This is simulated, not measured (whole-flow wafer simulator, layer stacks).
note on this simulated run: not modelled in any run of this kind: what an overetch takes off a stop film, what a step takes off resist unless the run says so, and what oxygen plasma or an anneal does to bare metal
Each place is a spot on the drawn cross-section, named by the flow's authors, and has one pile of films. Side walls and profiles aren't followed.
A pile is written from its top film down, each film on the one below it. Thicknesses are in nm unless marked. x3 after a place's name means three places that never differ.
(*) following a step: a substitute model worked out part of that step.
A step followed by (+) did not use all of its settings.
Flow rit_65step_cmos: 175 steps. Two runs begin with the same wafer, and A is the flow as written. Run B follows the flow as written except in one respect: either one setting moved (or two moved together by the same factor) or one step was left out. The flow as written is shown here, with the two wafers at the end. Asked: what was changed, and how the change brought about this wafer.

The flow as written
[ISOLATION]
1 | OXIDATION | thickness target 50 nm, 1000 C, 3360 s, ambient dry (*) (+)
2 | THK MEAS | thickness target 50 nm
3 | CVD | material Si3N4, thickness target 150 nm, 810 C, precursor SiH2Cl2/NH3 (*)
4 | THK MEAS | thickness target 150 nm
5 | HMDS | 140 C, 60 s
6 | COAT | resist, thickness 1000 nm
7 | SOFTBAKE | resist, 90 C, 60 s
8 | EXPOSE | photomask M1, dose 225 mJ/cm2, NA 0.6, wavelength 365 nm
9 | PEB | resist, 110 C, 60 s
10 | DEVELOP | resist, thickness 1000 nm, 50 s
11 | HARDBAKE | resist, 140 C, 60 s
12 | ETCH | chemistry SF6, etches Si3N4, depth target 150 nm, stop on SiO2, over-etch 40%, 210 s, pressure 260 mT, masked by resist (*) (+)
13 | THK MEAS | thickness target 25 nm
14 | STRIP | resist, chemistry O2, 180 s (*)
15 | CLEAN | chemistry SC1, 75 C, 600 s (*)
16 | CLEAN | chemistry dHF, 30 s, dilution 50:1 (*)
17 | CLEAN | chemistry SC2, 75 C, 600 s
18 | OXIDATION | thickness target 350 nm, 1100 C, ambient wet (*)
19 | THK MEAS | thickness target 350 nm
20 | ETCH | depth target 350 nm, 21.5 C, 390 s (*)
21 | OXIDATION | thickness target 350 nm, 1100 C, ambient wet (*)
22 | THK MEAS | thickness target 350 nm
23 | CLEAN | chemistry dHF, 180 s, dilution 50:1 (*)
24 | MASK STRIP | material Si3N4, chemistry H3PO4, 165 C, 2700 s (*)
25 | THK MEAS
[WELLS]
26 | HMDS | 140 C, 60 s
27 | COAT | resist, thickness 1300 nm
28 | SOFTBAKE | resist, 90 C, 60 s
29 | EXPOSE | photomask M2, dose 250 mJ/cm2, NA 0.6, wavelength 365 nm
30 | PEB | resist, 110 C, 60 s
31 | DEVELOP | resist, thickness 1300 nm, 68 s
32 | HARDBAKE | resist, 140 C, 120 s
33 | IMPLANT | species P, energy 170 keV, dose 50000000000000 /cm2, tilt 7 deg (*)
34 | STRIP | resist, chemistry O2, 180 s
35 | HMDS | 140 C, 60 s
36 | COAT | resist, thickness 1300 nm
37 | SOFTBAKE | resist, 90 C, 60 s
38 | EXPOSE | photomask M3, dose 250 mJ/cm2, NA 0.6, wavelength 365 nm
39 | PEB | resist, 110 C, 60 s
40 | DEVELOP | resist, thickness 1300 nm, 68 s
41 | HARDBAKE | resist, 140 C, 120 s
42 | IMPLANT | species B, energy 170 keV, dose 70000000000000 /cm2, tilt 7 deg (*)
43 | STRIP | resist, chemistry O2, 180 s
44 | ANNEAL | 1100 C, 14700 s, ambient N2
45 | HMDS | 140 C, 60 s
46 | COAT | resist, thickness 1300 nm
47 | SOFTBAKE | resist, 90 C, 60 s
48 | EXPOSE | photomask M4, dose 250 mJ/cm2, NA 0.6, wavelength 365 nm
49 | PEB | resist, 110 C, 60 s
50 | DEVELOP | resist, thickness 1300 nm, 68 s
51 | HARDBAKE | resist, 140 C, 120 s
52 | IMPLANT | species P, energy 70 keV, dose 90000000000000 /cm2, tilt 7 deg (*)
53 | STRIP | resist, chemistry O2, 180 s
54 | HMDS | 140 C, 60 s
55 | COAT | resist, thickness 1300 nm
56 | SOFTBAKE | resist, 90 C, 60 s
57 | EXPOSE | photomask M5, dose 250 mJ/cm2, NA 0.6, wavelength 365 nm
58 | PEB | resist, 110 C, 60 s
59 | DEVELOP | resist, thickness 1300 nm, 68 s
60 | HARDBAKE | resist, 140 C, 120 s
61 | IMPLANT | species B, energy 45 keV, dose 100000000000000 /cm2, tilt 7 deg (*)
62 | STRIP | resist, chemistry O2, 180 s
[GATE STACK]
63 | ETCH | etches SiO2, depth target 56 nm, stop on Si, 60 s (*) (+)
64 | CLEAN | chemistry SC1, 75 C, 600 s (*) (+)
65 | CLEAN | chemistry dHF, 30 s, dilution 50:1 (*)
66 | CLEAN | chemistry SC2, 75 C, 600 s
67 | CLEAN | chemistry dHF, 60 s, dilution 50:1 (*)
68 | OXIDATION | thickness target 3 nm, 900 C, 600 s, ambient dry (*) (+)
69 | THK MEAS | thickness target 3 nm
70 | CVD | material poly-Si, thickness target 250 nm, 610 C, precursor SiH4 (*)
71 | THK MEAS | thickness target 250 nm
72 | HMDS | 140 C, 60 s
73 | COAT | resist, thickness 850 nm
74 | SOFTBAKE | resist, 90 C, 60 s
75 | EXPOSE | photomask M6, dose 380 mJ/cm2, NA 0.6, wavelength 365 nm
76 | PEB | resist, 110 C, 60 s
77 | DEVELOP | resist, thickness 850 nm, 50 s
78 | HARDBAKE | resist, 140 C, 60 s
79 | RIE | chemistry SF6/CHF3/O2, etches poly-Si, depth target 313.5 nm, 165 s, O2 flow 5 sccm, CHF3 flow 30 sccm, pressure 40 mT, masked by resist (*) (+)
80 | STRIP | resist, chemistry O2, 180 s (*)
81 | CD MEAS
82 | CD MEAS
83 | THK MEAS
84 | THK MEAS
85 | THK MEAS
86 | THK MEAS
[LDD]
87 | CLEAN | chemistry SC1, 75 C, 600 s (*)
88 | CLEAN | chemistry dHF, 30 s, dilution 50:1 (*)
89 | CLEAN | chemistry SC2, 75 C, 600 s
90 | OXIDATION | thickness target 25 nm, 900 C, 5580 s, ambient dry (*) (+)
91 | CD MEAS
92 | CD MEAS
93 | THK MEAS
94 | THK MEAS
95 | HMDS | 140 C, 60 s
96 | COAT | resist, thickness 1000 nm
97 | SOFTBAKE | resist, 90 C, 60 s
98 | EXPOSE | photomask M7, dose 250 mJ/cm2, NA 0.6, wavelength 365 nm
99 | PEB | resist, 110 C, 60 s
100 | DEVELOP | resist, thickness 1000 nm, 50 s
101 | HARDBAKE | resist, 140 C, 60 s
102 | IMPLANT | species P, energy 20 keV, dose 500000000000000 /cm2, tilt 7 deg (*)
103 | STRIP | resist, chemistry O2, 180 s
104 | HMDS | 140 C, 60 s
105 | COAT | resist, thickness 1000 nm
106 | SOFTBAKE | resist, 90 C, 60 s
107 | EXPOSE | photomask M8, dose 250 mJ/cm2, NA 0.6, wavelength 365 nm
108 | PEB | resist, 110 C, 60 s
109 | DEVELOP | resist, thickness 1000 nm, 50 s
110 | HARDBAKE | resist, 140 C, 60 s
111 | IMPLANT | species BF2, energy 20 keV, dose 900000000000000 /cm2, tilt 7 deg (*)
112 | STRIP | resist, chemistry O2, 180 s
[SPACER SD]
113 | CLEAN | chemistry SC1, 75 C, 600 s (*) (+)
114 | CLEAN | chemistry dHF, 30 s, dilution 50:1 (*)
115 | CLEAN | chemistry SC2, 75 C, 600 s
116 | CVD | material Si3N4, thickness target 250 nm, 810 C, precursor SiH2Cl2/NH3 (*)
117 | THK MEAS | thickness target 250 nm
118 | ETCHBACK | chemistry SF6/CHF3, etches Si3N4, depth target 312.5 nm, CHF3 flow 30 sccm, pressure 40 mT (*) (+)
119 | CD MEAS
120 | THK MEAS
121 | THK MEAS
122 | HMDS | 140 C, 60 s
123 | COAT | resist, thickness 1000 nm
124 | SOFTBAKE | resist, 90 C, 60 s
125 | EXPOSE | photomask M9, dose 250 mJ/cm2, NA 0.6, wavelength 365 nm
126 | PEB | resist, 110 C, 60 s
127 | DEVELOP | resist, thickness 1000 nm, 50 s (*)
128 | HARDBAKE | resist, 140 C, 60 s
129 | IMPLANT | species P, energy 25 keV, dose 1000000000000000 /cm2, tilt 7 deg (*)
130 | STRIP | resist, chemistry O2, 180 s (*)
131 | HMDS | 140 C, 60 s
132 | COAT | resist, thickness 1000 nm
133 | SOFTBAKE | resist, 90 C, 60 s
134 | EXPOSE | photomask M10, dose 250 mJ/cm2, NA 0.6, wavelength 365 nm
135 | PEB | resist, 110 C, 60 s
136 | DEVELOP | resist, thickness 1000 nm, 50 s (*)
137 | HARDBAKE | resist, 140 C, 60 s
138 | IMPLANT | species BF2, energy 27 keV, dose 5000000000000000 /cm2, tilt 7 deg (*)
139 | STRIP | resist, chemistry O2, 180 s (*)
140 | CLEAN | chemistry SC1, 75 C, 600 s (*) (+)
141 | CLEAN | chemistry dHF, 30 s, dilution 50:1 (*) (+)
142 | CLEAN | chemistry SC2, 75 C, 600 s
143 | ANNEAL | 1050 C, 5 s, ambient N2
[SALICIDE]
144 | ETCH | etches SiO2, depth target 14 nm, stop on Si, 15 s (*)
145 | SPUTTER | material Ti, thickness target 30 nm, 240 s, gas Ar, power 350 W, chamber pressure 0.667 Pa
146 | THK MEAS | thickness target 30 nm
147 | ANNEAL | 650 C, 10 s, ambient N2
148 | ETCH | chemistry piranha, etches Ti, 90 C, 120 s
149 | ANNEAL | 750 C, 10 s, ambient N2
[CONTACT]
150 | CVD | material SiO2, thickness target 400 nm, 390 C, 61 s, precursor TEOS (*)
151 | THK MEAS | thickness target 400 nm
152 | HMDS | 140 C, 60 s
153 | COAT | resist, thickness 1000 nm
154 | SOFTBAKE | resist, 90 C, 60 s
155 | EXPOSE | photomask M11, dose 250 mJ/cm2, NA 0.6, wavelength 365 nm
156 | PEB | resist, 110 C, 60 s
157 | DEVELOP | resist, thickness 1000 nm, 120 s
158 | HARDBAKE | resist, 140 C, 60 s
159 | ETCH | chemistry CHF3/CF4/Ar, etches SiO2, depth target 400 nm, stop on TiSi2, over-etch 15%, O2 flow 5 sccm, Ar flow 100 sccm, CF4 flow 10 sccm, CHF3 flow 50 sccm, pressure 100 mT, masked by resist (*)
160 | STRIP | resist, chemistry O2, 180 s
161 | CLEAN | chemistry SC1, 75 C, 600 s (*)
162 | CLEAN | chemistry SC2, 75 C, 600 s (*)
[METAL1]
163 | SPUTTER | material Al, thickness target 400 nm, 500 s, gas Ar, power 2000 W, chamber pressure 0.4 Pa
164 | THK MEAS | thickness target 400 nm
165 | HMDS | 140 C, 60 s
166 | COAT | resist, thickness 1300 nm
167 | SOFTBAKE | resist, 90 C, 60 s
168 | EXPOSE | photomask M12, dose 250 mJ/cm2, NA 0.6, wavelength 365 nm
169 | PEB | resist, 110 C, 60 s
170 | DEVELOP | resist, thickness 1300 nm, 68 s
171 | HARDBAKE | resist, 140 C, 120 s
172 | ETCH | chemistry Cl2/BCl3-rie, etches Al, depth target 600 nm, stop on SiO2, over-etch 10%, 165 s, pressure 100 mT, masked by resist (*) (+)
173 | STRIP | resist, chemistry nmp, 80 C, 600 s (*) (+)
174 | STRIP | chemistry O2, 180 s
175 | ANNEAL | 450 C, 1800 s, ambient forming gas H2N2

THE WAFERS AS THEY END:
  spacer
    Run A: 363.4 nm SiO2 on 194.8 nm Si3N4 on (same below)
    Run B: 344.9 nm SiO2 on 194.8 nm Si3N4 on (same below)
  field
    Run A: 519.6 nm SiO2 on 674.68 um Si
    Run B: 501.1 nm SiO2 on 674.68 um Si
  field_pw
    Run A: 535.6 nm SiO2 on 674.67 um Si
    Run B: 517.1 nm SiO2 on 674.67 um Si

Cause: step 163, SPUTTER: power 1260 W was run, though the flow has power 2000 W.

The path from the change to this, step by step:
  163 | SPUTTER | material Al, thickness target 400 nm, 500 s, gas Ar, power 2000 W, chamber pressure 0.4 Pa
      field, field_p, spacer, spacer_p: A Al gains 400 (new film) | B Al gains 252 (new film)
      gate_n, gate_p: A Al gains 396 (new film) | B Al gains 252 (new film)
      (and at 2 other places as well)
  172 | ETCH | chemistry Cl2/BCl3-rie, etches Al, depth target 600 nm, stop on SiO2, over-etch 10%, 165 s, pressure 100 mT, masked by resist (*) (+)
      field, field_p, spacer, spacer_p: A Al loses 400 (all of it), SiO2 loses 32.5 | B Al loses 252 (all of it), SiO2 loses 51
      gate_n, gate_p: A Al loses 396 (all of it), SiO2 loses 33 | B Al loses 252 (all of it), SiO2 loses 51
      (and at 2 other places as well)
